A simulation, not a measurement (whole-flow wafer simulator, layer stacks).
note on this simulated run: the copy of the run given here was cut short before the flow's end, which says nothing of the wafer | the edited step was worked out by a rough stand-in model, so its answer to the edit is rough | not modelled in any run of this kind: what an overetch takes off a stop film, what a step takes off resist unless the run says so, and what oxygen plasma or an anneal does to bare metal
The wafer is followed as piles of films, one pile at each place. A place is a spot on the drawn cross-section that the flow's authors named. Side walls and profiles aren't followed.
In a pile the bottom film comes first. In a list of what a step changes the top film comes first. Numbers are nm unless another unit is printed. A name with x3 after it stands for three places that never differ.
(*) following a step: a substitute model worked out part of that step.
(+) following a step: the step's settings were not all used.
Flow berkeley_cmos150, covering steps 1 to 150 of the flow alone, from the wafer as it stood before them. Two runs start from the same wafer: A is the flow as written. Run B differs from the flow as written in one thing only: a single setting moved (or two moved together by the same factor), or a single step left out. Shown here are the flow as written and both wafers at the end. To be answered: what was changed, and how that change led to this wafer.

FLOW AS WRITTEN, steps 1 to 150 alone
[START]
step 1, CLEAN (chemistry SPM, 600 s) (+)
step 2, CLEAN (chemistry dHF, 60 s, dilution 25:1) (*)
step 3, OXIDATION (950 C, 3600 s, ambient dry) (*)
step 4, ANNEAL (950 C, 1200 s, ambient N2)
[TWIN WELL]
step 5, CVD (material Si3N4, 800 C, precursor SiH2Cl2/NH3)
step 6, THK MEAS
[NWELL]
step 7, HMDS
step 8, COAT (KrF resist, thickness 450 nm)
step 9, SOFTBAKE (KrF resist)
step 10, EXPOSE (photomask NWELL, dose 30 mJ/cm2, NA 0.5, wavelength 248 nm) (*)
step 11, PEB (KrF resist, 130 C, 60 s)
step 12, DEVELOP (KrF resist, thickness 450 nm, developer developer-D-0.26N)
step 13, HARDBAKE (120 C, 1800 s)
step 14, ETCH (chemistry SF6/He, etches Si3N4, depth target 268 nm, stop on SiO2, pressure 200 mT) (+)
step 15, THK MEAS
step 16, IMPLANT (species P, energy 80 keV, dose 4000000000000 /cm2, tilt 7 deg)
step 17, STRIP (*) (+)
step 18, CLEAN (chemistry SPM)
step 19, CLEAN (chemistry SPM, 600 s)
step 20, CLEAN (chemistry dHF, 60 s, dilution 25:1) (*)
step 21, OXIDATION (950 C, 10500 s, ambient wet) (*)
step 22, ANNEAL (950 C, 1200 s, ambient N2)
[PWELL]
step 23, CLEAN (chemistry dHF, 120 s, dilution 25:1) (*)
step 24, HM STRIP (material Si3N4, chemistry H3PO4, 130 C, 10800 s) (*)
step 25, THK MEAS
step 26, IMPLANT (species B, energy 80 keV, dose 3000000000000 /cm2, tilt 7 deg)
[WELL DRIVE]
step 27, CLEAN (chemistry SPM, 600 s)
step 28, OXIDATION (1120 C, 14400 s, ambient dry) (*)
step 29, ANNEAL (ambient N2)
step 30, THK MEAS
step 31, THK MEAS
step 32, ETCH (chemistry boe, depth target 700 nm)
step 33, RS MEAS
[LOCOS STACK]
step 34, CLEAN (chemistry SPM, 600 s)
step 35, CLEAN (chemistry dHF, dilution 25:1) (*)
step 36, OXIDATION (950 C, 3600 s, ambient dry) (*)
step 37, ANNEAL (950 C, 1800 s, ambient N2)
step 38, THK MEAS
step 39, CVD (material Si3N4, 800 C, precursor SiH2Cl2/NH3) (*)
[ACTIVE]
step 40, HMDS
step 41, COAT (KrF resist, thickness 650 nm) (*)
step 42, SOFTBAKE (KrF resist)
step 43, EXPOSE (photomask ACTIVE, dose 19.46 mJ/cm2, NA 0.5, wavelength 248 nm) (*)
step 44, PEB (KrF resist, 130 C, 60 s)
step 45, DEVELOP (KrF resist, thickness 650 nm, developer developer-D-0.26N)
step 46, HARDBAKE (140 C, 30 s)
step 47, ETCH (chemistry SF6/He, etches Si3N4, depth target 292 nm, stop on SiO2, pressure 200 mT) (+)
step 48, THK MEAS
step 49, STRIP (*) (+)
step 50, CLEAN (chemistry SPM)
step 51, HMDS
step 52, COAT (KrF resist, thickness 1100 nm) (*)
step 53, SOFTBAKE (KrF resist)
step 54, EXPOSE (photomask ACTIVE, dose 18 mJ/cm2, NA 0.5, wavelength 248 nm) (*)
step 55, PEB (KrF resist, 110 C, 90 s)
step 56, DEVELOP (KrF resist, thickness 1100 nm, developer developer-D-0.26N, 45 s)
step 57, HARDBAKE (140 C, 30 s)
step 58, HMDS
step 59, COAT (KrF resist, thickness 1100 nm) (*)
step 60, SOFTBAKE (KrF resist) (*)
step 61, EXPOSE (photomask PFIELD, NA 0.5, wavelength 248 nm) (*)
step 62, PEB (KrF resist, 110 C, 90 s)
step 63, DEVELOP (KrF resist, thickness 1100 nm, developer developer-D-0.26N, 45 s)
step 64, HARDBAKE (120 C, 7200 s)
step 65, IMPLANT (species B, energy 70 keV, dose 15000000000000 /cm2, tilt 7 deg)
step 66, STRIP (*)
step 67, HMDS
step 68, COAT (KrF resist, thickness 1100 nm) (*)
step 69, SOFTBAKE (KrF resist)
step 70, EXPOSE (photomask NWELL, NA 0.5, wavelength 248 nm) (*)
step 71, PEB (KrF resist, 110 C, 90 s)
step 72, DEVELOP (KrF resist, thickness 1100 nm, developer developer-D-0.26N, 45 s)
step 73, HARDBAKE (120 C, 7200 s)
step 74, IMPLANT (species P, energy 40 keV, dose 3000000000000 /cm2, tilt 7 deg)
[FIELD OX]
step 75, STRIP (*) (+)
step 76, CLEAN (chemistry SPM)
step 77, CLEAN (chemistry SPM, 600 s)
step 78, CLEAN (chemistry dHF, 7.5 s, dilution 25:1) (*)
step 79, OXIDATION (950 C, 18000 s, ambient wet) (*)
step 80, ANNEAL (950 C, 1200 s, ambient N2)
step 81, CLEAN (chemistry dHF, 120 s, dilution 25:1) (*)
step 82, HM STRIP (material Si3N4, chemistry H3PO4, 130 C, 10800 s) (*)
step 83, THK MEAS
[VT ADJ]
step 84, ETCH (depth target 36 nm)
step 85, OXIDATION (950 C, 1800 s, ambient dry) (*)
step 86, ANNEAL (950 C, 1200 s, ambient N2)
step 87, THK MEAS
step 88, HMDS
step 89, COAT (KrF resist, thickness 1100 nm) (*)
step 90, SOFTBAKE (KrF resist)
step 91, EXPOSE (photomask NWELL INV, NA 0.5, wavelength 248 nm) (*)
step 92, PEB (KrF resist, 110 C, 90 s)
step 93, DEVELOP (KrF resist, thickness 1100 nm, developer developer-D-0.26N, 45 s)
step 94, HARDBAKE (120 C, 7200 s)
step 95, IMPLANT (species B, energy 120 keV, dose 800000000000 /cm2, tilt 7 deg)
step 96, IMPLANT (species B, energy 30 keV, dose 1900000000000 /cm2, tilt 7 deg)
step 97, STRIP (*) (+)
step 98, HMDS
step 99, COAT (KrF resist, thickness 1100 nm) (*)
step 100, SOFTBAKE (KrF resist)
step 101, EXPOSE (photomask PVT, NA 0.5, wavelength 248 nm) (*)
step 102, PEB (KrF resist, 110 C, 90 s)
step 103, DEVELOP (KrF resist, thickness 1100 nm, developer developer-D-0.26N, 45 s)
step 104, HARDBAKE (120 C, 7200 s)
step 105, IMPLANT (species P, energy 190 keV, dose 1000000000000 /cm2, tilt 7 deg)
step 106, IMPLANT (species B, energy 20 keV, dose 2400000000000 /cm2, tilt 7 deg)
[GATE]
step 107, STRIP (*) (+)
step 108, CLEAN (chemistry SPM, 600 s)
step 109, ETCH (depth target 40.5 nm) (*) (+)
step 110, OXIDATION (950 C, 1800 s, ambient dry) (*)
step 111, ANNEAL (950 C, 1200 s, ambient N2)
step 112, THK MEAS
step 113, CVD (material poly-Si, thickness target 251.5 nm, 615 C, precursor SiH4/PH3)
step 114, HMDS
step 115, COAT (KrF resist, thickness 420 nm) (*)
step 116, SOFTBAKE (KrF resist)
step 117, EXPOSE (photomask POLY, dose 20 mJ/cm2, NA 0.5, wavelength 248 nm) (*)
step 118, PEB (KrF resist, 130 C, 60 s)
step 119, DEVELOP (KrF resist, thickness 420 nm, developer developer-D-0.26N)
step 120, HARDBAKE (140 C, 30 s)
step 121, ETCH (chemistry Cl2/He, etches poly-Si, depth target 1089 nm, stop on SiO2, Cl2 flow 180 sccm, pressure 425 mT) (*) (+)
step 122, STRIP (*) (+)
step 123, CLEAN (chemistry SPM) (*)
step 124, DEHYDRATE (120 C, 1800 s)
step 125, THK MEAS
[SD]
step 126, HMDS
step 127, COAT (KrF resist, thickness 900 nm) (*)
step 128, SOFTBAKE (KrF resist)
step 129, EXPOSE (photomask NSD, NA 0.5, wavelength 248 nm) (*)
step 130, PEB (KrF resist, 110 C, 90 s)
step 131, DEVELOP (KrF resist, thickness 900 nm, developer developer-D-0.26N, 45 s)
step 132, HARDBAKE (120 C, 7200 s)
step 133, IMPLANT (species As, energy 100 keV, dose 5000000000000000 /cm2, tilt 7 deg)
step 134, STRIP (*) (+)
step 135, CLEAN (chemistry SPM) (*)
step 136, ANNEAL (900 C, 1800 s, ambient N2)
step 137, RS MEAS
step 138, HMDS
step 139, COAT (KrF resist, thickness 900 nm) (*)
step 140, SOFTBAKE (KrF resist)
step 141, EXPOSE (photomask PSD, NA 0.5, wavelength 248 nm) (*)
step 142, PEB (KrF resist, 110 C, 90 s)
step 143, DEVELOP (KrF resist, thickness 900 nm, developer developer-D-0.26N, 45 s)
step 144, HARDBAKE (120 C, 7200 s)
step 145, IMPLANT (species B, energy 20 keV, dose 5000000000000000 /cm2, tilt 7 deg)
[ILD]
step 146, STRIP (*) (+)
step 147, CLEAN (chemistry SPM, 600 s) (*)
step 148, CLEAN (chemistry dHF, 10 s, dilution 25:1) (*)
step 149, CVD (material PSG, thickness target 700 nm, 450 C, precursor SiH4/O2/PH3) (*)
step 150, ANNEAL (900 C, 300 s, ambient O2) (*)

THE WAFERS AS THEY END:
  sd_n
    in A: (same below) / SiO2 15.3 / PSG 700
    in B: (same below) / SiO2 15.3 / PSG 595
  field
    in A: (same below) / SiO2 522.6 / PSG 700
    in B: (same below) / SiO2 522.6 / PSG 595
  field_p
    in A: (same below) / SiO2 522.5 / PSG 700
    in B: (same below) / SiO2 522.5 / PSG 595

What caused this: step 149, CVD: thickness target 595 nm was run, though the flow has thickness target 700 nm.
One can read it off the wafer: sd_n has PSG 595, and step 149 as written asks for 700 nm.

How this came from the change, step by step:
  step 149, CVD (material PSG, thickness target 700 nm, 450 C, precursor SiH4/O2/PH3) (*)
      field, field_p, sd_n, gate_n, gate_p, contact, m1: A +700 PSG (new film) | B +595 PSG (new film)
      sd_p: A +639.5 PSG (new film) | B +546.1 PSG (new film)
